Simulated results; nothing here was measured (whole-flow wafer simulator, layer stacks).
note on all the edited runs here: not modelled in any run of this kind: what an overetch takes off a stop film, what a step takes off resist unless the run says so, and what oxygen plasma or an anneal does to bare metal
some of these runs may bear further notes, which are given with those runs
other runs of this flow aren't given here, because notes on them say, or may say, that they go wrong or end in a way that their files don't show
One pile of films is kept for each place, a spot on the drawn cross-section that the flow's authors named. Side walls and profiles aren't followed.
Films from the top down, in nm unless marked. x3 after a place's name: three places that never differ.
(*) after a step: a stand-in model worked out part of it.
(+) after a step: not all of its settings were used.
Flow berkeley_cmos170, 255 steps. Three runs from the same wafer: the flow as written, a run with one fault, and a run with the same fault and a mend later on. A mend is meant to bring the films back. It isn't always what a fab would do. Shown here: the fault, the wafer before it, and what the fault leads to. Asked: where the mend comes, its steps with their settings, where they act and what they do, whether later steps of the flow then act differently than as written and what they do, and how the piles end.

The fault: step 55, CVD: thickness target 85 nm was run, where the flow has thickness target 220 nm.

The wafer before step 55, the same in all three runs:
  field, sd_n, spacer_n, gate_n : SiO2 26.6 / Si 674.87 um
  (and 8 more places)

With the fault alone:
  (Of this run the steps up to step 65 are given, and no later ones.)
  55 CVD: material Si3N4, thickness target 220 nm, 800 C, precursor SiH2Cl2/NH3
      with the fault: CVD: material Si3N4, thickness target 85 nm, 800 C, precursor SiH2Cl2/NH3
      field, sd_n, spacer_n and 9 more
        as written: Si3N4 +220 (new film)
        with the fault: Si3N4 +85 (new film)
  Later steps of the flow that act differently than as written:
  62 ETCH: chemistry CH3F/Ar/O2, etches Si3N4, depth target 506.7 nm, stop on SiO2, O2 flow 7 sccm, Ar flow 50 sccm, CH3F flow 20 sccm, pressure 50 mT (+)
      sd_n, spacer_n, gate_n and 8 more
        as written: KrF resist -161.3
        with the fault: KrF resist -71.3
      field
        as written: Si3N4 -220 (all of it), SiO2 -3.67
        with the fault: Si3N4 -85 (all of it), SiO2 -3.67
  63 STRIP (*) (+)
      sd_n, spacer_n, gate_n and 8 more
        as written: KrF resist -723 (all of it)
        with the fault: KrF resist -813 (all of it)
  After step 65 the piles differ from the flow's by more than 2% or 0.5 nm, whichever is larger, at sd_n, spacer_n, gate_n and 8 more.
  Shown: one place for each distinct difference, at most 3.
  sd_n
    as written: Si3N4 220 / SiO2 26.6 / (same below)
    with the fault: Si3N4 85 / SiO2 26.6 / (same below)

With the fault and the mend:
  The mend comes after step 61.
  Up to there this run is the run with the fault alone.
  61a STRIP (*) (+)
      sd_n, spacer_n, gate_n and 8 more
        KrF resist -884.4 (all of it)
  61b CLEAN: chemistry SPM
      changes no film at any place that is followed
  61c CVD: material Si3N4, thickness target 135 nm, 800 C, precursor SiH2Cl2/NH3 (the flow's step 55 once more, with other settings)
      field, sd_n, spacer_n and 9 more
        Si3N4 +135
  61d HMDS (the flow's step 56 once more)
      changes no film at any place that is followed
  61e COAT: KrF resist, thickness 900 nm (the flow's step 57 once more)
      field, sd_n, spacer_n and 9 more
        KrF resist +900 (new film)
  61f SOFTBAKE: KrF resist (the flow's step 58 once more)
      changes no film at any place that is followed
  61g EXPOSE: photomask ACTIVE, dose 20 mJ/cm2, NA 0.5, wavelength 248 nm (*) (the flow's step 59 once more)
      changes no film at any place that is followed
  61h PEB: KrF resist, 130 C (the flow's step 60 once more)
      field, sd_n, spacer_n and 9 more
        KrF resist -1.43
  61i DEVELOP: KrF resist, thickness 900 nm, developer developer-D-0.26N (the flow's step 61 once more)
      sd_n, spacer_n, gate_n and 8 more
        KrF resist -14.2
      field
        KrF resist -898.6 (all of it)
  No later step of the flow acts differently than as written at any place that is followed.
  At the end the piles are the same as the flow's at every place that both follow.
